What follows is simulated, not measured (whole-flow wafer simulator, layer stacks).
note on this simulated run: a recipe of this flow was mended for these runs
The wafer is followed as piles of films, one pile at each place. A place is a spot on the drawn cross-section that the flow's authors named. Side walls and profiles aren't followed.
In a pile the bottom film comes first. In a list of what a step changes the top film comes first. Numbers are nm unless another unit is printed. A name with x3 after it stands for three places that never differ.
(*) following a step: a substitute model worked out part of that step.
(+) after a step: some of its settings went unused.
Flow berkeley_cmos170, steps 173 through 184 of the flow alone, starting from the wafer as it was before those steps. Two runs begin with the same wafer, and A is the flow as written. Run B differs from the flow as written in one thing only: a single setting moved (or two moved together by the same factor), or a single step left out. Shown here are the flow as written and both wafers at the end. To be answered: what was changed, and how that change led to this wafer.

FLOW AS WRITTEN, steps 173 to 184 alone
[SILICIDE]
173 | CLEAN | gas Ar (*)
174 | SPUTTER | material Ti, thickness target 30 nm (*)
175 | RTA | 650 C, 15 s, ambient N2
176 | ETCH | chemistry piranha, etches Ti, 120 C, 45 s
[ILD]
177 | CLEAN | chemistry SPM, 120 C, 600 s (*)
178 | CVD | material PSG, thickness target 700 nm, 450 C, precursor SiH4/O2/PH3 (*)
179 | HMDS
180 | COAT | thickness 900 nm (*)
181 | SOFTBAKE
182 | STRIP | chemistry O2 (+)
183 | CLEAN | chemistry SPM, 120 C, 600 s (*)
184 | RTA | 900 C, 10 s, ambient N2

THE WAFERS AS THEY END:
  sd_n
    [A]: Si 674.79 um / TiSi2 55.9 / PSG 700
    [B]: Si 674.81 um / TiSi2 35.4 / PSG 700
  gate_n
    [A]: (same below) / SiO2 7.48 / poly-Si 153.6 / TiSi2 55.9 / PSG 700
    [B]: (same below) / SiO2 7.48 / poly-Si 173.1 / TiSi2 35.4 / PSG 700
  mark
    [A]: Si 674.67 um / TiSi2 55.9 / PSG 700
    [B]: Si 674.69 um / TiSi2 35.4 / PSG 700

The reason: step 174, SPUTTER: thickness target 19 nm was run, though the flow has thickness target 30 nm.

How this came from the change, step by step:
  174 | SPUTTER | material Ti, thickness target 30 nm (*)
      field, mark, sd_n and 10 more: A +30 Ti (new film) | B +19 Ti (new film)
  175 | RTA | 650 C, 15 s, ambient N2
      mark, sd_n, sd_p, contact, m1, via1, m2, via2: A -23.4 Ti, +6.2 TiSi first (new film), +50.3 TiSi2 C49 (new film), -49 Si | B -14.8 Ti, +37.7 TiSi2 C49 (new film), -33.6 Si
      gate_n, gate_p: A -23.4 Ti, +6.2 TiSi first (new film), +50.3 TiSi2 C49 (new film), -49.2 poly-Si | B -14.8 Ti, +37.7 TiSi2 C49 (new film), -33.8 poly-Si
  176 | ETCH | chemistry piranha, etches Ti, 120 C, 45 s
      mark, sd_n, gate_n and 7 more: A -6.6 Ti (all of it), -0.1 TiSi first | B -4.18 Ti (all of it), -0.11 TiSi2 C49
      field, spacer_n, spacer_p: A -30 Ti (all of it) | B -19 Ti (all of it)
  184 | RTA | 900 C, 10 s, ambient N2
      mark, sd_n, sd_p, contact, m1, via1, m2, via2: A under 1 film: +55.9 TiSi2 (new film), -6.09 TiSi first (all of it), -50.3 TiSi2 C49 (all of it), -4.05 Si | B under 1 film: +35.4 TiSi2 (new film), -37.6 TiSi2 C49 (all of it)
      gate_n, gate_p: A under 1 film: +55.9 TiSi2 (new film), -6.09 TiSi first (all of it), -50.3 TiSi2 C49 (all of it), -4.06 poly-Si | B under 1 film: +35.4 TiSi2 (new film), -37.6 TiSi2 C49 (all of it)
